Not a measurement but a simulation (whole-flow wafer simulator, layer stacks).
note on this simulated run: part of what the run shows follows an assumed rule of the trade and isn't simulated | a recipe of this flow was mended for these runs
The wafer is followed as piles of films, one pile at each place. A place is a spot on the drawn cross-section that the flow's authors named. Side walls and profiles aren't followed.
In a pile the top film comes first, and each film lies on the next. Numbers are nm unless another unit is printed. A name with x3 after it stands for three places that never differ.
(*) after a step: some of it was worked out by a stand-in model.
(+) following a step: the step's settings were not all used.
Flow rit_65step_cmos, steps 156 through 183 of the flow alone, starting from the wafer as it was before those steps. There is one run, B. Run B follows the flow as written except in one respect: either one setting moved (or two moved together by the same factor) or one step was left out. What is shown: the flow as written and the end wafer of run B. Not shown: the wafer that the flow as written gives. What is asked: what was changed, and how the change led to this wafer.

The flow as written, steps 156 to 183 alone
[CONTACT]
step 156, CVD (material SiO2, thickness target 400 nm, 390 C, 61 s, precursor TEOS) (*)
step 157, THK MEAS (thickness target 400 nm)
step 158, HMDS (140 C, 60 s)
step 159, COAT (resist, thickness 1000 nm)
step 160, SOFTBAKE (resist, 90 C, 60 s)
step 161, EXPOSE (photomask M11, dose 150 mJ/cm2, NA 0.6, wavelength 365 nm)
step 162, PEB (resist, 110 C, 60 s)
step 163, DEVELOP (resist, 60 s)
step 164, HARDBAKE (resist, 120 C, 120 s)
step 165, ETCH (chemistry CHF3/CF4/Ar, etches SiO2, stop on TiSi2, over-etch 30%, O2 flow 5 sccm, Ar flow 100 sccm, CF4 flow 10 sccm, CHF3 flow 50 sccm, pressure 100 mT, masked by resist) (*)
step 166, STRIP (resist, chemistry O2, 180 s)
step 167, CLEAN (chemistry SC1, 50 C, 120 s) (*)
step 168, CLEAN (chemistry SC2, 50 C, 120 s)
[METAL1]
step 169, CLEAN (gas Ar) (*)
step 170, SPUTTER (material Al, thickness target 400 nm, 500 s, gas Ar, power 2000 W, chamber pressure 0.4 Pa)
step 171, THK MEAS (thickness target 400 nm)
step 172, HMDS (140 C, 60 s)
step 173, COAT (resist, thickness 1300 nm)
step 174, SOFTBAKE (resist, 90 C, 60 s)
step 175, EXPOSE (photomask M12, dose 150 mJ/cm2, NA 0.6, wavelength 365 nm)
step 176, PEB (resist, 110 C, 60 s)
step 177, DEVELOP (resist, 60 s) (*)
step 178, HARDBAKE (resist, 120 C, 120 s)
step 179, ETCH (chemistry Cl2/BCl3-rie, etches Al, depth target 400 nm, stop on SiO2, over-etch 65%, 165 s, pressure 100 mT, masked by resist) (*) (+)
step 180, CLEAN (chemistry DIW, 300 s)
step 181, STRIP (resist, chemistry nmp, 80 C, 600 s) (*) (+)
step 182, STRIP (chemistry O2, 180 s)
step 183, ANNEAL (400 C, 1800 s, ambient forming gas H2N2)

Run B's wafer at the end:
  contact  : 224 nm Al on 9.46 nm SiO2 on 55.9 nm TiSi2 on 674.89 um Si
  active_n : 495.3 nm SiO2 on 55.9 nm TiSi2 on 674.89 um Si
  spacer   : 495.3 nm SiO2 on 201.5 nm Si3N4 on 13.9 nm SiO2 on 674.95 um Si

What caused this: step 156, CVD: thickness target 535 nm was run, while the flow as written has thickness target 400 nm; step 156, CVD: 82 s was run, where the flow has 61 s.

How this came from the change, step by step:
  step 156, CVD (material SiO2, thickness target 400 nm, 390 C, 61 s, precursor TEOS) (*)
      active_n, active_p, gate_n and 7 more: +535 SiO2 (new film) (in the flow as written it would be: +400 SiO2 (new film))
      field, field_pw, field_nw, field_p: +535 SiO2 (in the flow as written it would be: +400 SiO2)
  step 165, ETCH (chemistry CHF3/CF4/Ar, etches SiO2, stop on TiSi2, over-etch 30%, O2 flow 5 sccm, Ar flow 100 sccm, CF4 flow 10 sccm, CHF3 flow 50 sccm, pressure 100 mT, masked by resist) (*)
      contact: -520 SiO2 (in the flow as written it would be: -400 SiO2 (all of it), -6 TiSi2)
  step 169, CLEAN (gas Ar) (*)
      contact: -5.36 SiO2 (in the flow as written it would be: -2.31 TiSi2)
  step 170, SPUTTER (material Al, thickness target 400 nm, 500 s, gas Ar, power 2000 W, chamber pressure 0.4 Pa)
      contact: +224 Al (new film) (in the flow as written it would be: +255.4 Al (new film))
  step 173, COAT (resist, thickness 1300 nm)
      contact: +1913 resist (new film) (in the flow as written it would be: +1785.1 resist (new film))
  step 176, PEB (resist, 110 C, 60 s)
      contact: -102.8 resist (in the flow as written it would be: -95.5 resist)
  step 178, HARDBAKE (resist, 120 C, 120 s)
      contact: -67.2 resist (in the flow as written it would be: -62.1 resist)
  step 181, STRIP (resist, chemistry nmp, 80 C, 600 s) (*) (+)
      contact: -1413 resist (all of it) (in the flow as written it would be: -1297.5 resist (all of it))
